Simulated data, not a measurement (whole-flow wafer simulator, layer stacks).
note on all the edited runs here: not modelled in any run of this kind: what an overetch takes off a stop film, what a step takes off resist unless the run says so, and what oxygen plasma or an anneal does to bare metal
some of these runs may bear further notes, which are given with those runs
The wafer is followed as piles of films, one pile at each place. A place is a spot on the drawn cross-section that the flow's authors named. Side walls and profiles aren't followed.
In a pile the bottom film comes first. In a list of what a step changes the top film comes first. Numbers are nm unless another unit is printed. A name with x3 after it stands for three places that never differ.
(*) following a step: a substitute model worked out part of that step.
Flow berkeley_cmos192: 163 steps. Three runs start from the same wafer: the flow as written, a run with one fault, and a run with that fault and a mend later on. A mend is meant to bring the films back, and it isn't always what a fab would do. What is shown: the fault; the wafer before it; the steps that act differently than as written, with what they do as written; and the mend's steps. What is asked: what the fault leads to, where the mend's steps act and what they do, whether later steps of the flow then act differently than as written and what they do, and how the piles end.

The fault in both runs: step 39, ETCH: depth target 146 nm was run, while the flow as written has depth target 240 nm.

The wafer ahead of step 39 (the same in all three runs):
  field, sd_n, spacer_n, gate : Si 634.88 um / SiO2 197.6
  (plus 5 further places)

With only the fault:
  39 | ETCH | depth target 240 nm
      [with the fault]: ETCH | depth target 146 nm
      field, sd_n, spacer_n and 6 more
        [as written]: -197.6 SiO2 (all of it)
        [with the fault]: -146 SiO2
  Steps later in the flow that act otherwise than as written (39 more steps, not shown, differ only slightly: by at most 2% or 0.5 nm, whichever is larger):
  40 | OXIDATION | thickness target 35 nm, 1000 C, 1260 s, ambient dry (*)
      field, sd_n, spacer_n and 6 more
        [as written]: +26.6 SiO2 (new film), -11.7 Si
        [with the fault]: +15.4 SiO2, -6.76 Si
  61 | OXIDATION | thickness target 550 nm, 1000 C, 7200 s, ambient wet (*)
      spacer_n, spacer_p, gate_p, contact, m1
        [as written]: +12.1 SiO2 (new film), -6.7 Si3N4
        [with the fault]: +12.1 SiO2 (new film), -6.7 Si3N4, +0.03 SiO2
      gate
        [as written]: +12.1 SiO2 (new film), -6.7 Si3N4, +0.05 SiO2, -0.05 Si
        [with the fault]: +12.1 SiO2 (new film), -6.7 Si3N4, +0.03 SiO2
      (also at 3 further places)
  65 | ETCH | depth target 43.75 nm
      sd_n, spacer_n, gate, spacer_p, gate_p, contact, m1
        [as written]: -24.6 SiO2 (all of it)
        [with the fault]: -43.8 SiO2
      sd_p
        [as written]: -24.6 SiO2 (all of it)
        [with the fault]: -43.7 SiO2
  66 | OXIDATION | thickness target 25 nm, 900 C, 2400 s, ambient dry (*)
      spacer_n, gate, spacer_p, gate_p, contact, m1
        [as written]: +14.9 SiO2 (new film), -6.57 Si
        [with the fault]: +10.3 SiO2, -4.53 Si
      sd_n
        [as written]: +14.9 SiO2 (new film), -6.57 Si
        [with the fault]: +9.69 SiO2, -4.26 Si
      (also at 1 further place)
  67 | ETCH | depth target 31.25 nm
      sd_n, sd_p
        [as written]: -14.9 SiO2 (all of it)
        [with the fault]: -31.2 SiO2
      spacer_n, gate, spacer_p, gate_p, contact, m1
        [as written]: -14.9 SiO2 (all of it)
        [with the fault]: -31.5 SiO2 (all of it)
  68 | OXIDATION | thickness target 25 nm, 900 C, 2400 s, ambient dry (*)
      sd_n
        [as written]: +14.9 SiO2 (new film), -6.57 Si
        [with the fault]: +11.1 SiO2, -4.86 Si
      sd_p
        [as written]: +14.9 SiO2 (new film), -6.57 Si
        [with the fault]: +11 SiO2, -4.83 Si
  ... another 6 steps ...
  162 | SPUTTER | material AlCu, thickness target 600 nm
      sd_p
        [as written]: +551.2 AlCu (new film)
        [with the fault]: +537.4 AlCu (new film)
  At field, sd_p, the piles at the end differ from the flow's by more than 2% or 0.5 nm, whichever is larger.
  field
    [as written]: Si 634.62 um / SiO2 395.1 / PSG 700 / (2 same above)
    [with the fault]: Si 634.64 um / SiO2 408.9 / PSG 700 / (2 same above)
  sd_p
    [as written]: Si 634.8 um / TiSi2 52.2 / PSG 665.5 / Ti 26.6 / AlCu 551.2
    [with the fault]: Si 634.8 um / TiSi2 51.5 / PSG 660.5 / Ti 26.2 / AlCu 537.4

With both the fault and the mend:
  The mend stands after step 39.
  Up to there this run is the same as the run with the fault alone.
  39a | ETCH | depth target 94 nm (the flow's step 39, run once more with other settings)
      field, sd_n, spacer_n and 6 more
        -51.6 SiO2 (all of it)
  Later steps of the flow that are run all act as written at every place that is followed.
  The piles end the same as the flow's at every place that both follow.
